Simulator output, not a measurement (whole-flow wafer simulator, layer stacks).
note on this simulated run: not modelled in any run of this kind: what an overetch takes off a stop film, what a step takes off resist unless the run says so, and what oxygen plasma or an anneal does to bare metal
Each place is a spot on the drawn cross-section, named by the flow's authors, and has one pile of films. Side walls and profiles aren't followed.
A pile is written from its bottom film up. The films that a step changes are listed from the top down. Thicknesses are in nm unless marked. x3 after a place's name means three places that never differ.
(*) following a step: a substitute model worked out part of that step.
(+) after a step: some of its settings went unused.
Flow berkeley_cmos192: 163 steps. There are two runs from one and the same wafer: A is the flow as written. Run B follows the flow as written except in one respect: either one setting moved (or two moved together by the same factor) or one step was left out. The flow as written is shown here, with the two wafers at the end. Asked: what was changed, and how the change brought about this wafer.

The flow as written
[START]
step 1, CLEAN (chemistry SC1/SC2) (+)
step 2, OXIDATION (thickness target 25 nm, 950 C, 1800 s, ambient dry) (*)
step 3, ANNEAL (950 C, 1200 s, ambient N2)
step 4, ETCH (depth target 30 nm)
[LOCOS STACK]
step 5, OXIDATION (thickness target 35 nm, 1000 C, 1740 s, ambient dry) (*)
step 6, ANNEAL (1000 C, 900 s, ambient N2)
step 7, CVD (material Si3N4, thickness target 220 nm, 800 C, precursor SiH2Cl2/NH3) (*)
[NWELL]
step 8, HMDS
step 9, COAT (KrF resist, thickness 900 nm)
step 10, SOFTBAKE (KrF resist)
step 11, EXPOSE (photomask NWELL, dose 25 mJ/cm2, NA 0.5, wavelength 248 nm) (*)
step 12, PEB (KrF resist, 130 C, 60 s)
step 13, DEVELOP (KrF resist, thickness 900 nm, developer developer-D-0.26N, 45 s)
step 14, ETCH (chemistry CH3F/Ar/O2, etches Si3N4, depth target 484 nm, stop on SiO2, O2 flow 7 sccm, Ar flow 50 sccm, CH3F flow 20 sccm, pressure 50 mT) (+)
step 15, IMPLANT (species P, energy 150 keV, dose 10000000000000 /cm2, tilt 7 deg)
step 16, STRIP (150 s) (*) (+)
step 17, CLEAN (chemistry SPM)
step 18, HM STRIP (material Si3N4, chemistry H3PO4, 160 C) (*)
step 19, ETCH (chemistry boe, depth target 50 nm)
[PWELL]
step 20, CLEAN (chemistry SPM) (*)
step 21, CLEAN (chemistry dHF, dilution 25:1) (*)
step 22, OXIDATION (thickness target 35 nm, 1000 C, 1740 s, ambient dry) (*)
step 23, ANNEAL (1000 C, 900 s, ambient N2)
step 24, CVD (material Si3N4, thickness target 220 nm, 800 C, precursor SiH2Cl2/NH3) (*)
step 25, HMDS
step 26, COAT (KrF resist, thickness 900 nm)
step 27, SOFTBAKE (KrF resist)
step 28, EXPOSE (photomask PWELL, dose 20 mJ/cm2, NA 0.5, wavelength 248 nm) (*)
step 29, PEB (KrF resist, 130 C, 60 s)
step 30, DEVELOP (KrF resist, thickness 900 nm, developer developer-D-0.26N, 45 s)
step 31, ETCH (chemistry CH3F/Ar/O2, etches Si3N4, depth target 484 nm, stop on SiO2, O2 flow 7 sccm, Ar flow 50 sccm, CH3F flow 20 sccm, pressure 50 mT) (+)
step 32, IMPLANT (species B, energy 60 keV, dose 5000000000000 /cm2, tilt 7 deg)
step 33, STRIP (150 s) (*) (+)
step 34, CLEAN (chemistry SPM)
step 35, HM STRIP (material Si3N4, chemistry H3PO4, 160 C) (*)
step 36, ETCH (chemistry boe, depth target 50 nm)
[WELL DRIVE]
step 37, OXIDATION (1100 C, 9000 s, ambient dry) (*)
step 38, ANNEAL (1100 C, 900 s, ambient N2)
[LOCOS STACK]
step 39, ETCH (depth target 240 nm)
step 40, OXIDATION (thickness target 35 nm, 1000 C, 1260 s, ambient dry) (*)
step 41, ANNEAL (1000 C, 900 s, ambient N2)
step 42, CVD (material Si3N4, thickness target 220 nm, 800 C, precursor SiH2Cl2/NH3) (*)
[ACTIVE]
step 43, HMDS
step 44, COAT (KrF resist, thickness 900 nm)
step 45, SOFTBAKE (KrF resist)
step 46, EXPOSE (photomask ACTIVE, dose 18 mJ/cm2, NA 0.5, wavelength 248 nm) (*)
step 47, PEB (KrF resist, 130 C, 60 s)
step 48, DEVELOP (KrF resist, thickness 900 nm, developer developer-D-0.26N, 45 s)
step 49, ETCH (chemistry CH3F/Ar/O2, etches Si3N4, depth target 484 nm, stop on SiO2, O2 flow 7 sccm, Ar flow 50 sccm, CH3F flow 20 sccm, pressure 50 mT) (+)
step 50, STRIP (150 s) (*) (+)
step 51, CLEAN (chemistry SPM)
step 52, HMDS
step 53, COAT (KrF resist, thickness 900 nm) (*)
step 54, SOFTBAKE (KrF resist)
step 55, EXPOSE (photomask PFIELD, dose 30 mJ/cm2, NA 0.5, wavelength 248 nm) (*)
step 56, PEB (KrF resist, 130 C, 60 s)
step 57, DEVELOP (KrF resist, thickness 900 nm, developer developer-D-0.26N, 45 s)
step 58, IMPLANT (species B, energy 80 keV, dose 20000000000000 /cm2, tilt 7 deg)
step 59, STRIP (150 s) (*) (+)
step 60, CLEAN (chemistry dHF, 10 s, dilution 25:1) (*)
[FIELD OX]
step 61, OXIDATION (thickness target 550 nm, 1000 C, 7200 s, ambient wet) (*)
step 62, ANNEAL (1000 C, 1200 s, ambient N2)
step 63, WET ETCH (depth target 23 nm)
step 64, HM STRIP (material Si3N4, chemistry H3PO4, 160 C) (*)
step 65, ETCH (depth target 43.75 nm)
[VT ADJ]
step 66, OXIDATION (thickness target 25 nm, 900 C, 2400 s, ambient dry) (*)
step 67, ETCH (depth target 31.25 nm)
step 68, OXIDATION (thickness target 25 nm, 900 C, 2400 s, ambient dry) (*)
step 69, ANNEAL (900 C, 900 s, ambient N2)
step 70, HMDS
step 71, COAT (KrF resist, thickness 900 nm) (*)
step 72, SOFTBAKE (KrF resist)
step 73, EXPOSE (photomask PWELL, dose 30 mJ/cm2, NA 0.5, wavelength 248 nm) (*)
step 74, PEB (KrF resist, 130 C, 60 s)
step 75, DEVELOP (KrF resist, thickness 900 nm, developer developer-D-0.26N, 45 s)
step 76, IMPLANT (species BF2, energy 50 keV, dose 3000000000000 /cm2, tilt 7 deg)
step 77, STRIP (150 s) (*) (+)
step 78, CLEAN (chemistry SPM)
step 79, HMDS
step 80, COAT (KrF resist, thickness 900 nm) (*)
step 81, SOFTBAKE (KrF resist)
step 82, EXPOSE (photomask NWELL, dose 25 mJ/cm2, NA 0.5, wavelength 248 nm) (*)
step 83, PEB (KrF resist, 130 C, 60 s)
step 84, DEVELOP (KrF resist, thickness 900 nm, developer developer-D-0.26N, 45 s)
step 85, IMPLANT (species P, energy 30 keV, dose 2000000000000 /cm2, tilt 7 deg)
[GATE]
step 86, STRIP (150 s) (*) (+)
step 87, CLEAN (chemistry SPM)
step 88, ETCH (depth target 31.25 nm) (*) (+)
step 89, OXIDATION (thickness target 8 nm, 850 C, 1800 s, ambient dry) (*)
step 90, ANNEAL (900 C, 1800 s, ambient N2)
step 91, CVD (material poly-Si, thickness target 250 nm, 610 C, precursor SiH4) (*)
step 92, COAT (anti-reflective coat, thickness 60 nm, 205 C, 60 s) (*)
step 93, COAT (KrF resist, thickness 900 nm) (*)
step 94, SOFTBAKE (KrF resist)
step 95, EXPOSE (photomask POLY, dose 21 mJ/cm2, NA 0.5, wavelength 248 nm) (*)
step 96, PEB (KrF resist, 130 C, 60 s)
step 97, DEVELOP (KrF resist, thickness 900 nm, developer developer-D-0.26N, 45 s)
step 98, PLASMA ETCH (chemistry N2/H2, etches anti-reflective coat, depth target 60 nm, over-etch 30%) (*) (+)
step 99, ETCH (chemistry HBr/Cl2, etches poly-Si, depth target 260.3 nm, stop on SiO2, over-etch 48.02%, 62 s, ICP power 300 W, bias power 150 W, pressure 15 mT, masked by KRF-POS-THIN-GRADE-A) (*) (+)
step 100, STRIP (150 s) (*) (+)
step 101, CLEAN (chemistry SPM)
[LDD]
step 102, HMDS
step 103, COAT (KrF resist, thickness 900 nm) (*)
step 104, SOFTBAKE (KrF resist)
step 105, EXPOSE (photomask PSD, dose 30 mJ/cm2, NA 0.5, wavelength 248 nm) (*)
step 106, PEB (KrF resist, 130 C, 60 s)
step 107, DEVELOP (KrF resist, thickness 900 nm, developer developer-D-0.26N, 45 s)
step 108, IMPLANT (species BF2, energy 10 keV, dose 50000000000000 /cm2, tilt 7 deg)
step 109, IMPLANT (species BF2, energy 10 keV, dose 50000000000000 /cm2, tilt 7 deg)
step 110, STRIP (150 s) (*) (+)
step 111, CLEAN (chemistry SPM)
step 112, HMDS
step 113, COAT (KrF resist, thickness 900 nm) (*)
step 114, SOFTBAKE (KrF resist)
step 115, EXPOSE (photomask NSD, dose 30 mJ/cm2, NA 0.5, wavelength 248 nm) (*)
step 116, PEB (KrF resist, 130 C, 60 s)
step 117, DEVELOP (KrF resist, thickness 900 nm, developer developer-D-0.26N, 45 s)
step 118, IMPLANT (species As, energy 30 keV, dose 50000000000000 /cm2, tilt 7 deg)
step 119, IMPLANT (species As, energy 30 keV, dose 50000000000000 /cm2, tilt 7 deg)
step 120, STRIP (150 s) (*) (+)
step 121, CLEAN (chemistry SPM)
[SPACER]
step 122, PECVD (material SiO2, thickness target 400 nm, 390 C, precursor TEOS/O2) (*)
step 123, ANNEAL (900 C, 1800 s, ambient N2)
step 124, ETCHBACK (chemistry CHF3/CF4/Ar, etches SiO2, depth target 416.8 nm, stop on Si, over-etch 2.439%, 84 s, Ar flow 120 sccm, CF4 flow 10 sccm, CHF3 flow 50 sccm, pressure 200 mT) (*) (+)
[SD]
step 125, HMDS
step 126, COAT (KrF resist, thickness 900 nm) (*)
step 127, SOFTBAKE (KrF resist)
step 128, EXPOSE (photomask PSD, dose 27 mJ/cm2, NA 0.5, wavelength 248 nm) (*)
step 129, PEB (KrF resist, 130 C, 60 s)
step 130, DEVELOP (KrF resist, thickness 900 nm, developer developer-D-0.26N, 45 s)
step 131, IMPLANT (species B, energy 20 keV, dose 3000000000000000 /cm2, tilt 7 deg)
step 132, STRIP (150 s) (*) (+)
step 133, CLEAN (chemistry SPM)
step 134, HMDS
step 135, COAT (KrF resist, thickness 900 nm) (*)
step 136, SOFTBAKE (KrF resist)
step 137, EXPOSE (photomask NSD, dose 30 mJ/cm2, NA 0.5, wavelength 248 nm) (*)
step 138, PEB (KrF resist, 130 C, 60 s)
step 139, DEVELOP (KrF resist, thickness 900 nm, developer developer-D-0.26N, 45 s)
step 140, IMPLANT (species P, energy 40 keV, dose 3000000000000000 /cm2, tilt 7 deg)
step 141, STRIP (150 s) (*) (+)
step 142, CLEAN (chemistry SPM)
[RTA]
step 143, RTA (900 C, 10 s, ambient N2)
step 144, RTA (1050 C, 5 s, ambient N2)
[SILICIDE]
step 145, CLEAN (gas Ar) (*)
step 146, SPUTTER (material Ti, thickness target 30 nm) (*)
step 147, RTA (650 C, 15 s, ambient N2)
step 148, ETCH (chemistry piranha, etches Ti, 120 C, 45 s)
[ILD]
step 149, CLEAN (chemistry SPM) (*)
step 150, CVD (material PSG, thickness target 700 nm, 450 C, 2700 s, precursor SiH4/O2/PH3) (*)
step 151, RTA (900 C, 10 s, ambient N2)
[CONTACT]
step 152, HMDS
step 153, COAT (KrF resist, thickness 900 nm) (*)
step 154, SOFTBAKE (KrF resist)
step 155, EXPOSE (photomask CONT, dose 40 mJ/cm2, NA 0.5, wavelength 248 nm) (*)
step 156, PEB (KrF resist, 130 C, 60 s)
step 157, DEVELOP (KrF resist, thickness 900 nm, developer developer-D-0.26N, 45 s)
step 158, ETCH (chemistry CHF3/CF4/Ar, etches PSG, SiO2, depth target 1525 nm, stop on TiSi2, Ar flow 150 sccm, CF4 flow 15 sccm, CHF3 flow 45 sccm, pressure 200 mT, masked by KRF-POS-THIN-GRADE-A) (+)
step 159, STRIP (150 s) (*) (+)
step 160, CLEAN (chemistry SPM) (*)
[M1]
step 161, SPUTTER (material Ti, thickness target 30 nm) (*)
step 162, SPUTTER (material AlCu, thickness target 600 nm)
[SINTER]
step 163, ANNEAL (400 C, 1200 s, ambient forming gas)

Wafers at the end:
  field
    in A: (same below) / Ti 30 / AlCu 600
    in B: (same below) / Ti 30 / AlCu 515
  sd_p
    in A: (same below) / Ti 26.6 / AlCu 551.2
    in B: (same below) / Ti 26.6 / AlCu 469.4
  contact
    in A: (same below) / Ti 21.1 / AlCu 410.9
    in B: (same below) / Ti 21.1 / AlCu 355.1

What caused this: step 162, SPUTTER: thickness target 515 nm was run, though the flow has thickness target 600 nm.
The wafer itself shows it: field has AlCu 515, and step 162 as written asks for 600 nm.

Step by step, how the change led to this:
  step 162, SPUTTER (material AlCu, thickness target 600 nm)
      field, sd_n, spacer_n, gate, spacer_p, gate_p, m1: A AlCu gains 600 (new film) | B AlCu gains 515 (new film)
      sd_p: A AlCu gains 551.2 (new film) | B AlCu gains 469.4 (new film)
      (and at 1 other place as well)
